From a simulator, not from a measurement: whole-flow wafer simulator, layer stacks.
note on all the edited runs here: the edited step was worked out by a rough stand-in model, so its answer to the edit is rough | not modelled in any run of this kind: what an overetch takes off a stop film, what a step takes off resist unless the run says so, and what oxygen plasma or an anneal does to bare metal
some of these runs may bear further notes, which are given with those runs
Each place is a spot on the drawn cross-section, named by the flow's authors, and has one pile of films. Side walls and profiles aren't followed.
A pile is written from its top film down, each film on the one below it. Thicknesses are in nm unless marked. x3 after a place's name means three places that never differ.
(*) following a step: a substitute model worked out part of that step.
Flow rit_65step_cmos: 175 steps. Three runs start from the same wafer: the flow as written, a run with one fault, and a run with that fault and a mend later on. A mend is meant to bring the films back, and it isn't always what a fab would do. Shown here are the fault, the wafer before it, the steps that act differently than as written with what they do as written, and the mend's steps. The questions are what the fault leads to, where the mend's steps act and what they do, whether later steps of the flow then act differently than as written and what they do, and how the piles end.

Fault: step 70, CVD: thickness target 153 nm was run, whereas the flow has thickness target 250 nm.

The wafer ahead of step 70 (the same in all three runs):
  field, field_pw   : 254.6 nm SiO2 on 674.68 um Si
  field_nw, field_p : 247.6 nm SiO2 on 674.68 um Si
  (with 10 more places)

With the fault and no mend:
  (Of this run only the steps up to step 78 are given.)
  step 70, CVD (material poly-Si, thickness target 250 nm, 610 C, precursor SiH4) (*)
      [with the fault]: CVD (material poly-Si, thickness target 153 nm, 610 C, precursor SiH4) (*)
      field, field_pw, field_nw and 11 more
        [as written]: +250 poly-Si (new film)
        [with the fault]: +153 poly-Si (new film)
  Later steps of the flow up to step 78 that are run all act as written at every place that is followed, up to a difference of at most 2% or 0.5 nm, whichever is larger.
  Once step 78 is done, the piles at field, field_pw, field_nw and 11 more depart from the flow's by more than 2% or 0.5 nm, whichever is larger.
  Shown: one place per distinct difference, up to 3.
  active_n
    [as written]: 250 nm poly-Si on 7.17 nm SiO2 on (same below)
    [with the fault]: 153 nm poly-Si on 7.17 nm SiO2 on (same below)
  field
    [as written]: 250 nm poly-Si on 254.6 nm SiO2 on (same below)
    [with the fault]: 153 nm poly-Si on 254.6 nm SiO2 on (same below)
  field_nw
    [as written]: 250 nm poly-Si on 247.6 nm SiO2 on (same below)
    [with the fault]: 153 nm poly-Si on 247.6 nm SiO2 on (same below)

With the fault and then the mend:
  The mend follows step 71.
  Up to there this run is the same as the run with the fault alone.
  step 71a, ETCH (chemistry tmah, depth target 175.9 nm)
      field, field_pw, field_nw and 11 more
        -153 poly-Si (all of it)
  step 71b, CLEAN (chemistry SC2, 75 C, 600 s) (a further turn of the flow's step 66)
      leaves every film unchanged at each place that is followed
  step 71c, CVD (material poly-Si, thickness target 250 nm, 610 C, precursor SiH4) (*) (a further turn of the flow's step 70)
      field, field_pw, field_nw and 11 more
        +250 poly-Si (new film)
  Later steps of the flow that are run all act as written at every place that is followed.
  The piles end the same as the flow's at every place that both follow.
